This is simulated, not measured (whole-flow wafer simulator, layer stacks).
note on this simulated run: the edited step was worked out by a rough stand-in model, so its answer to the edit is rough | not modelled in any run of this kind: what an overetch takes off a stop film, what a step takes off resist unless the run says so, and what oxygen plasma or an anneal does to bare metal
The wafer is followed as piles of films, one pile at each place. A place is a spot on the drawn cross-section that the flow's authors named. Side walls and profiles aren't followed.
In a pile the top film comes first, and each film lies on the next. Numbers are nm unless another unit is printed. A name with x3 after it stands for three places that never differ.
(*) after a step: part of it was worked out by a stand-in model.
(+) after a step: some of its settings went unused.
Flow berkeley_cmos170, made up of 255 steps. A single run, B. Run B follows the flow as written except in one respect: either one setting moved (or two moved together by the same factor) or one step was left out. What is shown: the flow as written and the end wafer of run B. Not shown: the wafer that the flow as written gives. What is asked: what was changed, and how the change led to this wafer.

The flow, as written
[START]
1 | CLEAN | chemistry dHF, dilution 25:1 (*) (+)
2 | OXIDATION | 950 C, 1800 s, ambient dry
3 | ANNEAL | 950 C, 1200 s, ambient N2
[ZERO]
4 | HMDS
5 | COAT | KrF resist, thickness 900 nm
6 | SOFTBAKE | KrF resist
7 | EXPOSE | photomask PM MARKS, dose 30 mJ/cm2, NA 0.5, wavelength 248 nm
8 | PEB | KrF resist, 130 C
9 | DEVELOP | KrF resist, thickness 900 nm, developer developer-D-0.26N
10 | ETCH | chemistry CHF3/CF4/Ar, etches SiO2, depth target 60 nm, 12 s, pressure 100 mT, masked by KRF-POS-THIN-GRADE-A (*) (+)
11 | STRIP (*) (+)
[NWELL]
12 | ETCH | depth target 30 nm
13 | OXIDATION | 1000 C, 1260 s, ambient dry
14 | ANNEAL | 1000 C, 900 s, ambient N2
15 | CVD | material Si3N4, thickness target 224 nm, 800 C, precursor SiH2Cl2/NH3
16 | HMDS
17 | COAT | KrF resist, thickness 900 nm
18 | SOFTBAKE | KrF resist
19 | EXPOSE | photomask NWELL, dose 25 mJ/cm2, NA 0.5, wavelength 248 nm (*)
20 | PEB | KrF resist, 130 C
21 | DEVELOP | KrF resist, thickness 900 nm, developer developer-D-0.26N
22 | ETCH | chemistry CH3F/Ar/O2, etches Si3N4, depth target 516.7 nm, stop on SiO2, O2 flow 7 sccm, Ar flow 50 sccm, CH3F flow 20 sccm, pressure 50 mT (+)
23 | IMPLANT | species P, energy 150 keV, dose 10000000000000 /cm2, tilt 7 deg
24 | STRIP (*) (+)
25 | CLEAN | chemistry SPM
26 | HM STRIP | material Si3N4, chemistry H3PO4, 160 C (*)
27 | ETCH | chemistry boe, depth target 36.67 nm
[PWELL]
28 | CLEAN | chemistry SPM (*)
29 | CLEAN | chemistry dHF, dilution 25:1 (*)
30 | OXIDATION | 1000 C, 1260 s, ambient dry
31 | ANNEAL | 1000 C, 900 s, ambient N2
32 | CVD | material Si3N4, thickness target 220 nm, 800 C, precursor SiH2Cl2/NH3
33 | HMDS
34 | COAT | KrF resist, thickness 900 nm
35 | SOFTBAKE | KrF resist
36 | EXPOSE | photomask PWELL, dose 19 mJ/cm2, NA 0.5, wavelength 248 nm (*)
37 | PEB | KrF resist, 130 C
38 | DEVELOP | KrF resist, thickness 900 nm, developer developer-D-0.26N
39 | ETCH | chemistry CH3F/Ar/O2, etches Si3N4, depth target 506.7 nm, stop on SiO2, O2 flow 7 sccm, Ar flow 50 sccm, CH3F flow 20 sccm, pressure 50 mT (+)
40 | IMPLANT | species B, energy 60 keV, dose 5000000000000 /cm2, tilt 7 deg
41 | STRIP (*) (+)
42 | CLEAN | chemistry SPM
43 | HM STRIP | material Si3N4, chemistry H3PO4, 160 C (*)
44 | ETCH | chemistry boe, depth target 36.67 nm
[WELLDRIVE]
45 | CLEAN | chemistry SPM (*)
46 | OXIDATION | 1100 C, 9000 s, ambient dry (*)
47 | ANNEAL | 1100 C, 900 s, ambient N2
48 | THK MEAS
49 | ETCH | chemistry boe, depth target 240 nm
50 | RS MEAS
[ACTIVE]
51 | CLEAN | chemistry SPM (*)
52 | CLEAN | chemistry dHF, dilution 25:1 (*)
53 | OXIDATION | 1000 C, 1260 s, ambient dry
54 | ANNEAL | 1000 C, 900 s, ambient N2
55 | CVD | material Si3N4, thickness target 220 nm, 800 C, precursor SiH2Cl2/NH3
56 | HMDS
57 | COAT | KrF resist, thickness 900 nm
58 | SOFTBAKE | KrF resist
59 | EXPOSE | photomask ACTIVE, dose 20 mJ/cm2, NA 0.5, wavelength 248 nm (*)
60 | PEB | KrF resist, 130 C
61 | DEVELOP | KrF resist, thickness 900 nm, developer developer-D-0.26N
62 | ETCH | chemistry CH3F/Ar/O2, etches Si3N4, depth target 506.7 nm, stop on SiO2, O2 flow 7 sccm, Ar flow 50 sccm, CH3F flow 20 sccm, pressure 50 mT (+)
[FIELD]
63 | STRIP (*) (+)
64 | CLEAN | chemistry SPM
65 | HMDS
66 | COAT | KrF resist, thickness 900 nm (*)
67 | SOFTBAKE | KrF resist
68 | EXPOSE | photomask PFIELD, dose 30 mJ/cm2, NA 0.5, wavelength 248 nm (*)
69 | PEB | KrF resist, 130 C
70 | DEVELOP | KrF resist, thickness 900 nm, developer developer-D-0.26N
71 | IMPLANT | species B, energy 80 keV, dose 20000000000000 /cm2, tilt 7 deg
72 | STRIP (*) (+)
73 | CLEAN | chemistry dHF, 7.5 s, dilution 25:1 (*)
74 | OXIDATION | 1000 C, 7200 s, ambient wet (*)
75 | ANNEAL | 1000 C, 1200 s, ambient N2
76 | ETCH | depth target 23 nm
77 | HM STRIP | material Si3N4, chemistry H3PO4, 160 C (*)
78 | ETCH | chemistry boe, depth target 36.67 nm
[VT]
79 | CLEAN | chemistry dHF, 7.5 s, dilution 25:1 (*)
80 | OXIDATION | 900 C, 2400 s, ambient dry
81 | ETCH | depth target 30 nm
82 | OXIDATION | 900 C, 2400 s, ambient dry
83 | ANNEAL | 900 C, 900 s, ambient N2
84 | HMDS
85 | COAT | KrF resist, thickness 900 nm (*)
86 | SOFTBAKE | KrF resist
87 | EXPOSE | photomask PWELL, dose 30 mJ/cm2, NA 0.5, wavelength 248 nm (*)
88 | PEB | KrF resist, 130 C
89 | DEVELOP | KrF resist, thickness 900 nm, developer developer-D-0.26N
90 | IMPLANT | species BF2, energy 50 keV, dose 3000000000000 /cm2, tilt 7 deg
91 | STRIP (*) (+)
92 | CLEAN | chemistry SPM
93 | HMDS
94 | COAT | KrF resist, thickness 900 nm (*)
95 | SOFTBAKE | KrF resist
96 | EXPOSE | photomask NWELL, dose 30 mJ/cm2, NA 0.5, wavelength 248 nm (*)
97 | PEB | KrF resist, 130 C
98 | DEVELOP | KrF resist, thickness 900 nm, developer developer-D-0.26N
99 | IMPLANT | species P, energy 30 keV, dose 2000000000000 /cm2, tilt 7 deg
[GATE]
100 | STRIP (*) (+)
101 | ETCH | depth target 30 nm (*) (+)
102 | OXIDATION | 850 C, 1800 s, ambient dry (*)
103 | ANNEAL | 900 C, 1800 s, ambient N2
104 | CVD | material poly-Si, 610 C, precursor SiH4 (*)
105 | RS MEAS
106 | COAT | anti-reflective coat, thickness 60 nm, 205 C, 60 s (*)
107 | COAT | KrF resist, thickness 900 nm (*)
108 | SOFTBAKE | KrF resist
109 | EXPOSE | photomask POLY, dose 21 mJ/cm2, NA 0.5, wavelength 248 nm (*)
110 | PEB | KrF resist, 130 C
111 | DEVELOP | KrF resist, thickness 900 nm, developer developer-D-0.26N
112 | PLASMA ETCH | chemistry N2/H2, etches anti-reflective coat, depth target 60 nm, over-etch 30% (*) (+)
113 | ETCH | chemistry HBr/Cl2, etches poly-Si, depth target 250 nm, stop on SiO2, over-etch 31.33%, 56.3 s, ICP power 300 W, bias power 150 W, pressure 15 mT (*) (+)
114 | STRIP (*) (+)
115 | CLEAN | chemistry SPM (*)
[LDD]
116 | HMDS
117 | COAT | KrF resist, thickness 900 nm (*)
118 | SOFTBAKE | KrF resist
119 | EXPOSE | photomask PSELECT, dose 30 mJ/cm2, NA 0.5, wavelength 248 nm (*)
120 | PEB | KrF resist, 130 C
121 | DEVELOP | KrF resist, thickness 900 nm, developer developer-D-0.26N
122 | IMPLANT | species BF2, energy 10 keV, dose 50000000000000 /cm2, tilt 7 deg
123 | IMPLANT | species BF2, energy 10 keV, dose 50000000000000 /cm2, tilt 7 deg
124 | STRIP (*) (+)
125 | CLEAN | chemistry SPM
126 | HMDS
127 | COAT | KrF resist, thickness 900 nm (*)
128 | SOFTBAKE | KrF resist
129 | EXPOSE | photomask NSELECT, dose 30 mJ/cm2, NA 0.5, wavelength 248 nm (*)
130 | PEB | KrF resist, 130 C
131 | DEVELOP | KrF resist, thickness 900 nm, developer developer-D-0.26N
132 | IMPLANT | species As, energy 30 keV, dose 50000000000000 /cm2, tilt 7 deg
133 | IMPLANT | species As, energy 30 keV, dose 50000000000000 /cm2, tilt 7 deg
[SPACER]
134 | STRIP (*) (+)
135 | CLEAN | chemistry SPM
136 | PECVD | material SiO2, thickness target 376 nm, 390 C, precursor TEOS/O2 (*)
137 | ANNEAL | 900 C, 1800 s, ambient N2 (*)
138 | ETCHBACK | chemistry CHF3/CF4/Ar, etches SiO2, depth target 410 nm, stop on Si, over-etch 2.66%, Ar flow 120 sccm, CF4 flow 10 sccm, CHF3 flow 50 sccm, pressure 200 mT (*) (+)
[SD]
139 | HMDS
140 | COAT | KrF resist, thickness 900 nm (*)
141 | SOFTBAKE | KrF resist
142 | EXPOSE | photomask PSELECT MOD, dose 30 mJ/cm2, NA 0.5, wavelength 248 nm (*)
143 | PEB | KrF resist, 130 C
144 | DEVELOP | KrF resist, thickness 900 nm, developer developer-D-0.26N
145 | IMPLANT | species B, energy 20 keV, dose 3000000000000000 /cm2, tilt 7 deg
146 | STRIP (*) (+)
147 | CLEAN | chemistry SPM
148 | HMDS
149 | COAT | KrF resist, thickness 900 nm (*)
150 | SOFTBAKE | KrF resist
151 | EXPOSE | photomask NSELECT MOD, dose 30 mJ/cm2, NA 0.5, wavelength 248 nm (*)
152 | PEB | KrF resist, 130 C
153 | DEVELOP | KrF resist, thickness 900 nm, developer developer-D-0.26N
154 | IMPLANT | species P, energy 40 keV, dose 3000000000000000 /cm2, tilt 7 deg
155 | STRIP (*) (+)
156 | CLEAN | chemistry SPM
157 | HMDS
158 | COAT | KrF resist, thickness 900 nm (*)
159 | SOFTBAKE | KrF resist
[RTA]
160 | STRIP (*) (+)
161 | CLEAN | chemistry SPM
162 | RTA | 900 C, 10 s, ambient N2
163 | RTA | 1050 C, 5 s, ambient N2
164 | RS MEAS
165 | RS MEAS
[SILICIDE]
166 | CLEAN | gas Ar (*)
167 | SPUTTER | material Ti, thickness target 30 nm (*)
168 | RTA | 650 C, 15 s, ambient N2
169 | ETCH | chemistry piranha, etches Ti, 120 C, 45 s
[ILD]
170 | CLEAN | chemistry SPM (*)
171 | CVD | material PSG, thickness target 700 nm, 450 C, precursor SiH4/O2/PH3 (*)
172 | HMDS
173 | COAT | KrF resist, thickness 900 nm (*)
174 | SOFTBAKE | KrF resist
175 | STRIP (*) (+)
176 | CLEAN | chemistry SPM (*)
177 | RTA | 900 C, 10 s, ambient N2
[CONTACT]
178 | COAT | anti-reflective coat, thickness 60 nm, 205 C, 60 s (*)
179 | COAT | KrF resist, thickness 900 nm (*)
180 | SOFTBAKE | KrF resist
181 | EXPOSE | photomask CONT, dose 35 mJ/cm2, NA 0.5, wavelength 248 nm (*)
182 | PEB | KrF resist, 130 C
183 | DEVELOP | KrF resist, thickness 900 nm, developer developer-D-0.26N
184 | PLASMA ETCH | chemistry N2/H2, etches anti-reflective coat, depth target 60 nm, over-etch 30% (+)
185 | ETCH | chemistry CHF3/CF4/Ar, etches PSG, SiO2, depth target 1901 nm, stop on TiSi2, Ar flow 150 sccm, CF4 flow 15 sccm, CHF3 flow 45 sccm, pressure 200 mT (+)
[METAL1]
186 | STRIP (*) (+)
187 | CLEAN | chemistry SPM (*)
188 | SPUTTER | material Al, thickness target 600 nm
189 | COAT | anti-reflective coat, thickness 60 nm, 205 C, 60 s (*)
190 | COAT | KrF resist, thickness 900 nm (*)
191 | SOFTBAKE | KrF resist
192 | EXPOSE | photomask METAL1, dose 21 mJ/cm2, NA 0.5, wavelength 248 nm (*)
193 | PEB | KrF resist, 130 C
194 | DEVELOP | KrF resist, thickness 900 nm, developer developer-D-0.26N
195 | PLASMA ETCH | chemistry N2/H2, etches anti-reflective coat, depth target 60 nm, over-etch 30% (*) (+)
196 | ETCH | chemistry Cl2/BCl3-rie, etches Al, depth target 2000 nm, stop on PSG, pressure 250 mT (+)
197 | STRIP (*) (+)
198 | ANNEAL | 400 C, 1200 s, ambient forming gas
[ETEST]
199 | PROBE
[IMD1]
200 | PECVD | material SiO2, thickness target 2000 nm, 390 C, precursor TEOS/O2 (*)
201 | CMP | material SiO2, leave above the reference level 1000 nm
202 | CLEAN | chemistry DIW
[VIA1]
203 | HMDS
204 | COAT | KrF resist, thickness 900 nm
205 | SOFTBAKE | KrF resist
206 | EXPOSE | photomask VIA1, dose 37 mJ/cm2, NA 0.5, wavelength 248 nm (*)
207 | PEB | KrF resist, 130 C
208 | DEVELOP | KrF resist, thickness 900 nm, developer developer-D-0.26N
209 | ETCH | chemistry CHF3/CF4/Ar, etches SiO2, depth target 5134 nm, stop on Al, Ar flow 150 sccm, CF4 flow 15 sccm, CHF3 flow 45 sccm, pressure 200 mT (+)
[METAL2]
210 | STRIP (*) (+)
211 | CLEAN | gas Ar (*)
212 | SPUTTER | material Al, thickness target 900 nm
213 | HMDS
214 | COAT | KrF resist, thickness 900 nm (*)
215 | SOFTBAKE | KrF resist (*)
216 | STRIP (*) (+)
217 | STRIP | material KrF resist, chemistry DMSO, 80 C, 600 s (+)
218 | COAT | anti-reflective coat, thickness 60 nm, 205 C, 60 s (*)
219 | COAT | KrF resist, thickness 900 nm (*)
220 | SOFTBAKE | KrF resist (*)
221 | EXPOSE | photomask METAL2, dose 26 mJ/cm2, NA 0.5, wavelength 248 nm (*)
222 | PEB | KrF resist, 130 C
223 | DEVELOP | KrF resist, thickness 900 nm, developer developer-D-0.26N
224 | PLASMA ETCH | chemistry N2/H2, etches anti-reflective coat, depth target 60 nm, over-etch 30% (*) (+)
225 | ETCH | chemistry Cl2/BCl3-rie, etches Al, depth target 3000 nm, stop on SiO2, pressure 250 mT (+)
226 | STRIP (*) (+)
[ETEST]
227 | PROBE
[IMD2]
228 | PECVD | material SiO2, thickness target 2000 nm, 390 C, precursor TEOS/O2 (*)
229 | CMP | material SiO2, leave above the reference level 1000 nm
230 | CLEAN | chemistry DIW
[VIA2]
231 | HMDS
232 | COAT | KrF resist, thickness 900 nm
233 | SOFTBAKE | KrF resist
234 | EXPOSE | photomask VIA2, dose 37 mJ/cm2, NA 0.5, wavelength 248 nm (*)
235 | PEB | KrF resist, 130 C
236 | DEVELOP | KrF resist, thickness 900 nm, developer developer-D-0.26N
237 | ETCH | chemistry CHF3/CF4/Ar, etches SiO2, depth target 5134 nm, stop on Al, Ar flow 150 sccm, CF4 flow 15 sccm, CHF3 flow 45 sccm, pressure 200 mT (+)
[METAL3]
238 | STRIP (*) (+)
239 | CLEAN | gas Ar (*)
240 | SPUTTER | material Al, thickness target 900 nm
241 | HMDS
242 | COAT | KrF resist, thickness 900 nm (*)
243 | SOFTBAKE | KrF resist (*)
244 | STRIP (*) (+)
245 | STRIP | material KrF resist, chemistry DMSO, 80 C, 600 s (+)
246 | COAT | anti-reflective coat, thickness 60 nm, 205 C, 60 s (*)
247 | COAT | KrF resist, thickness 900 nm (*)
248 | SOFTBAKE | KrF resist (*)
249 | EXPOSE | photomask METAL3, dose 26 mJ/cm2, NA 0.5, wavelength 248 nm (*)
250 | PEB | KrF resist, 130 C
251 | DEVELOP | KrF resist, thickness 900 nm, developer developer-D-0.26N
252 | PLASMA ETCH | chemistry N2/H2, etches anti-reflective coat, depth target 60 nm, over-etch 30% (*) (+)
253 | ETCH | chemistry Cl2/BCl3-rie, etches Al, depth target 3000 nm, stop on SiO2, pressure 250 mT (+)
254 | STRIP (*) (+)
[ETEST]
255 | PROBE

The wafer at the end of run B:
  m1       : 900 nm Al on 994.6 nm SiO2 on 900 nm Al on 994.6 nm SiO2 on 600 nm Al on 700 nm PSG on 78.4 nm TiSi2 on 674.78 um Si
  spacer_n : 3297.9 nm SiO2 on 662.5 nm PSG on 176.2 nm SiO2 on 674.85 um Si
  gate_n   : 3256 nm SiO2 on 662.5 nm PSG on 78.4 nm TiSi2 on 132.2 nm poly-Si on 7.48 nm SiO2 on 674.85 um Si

Cause: step 167, SPUTTER: thickness target 48 nm was run, while the flow as written has thickness target 30 nm.

How this came from the change, step by step:
  167 | SPUTTER | material Ti, thickness target 30 nm (*)
      field, sd_n, spacer_n and 9 more: +48 Ti (new film) (as written it would have been: +30 Ti (new film))
  168 | RTA | 650 C, 15 s, ambient N2
      sd_n, sd_p, contact, m1, via1, m2, via2: -32.8 Ti, +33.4 TiSi first (new film), +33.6 TiSi2 C49 (new film), -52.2 Si (as written it would have been: -23.4 Ti, +6.2 TiSi first (new film), +50.3 TiSi2 C49 (new film), -49 Si)
      gate_n, gate_p: -32.8 Ti, +33.4 TiSi first (new film), +33.6 TiSi2 C49 (new film), -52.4 poly-Si (as written it would have been: -23.4 Ti, +6.2 TiSi first (new film), +50.3 TiSi2 C49 (new film), -49.2 poly-Si)
  169 | ETCH | chemistry piranha, etches Ti, 120 C, 45 s
      sd_n, gate_n, sd_p and 6 more: -15.2 Ti (all of it), -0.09 TiSi first (as written it would have been: -6.6 Ti (all of it), -0.1 TiSi first)
      field, spacer_n, spacer_p: -48 Ti (all of it) (as written it would have been: -30 Ti (all of it))
  177 | RTA | 900 C, 10 s, ambient N2
      sd_n, sd_p, contact, m1, via1, m2, via2: under 1 film: +78.4 TiSi2 (new film), -33.3 TiSi first (all of it), -33.6 TiSi2 C49 (all of it), -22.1 Si (as written it would have been: under 1 film: +55.9 TiSi2 (new film), -6.09 TiSi first (all of it), -50.3 TiSi2 C49 (all of it), -4.05 Si)
      gate_n, gate_p: under 1 film: +78.4 TiSi2 (new film), -33.3 TiSi first (all of it), -33.6 TiSi2 C49 (all of it), -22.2 poly-Si (as written it would have been: under 1 film: +55.9 TiSi2 (new film), -6.09 TiSi first (all of it), -50.3 TiSi2 C49 (all of it), -4.06 poly-Si)
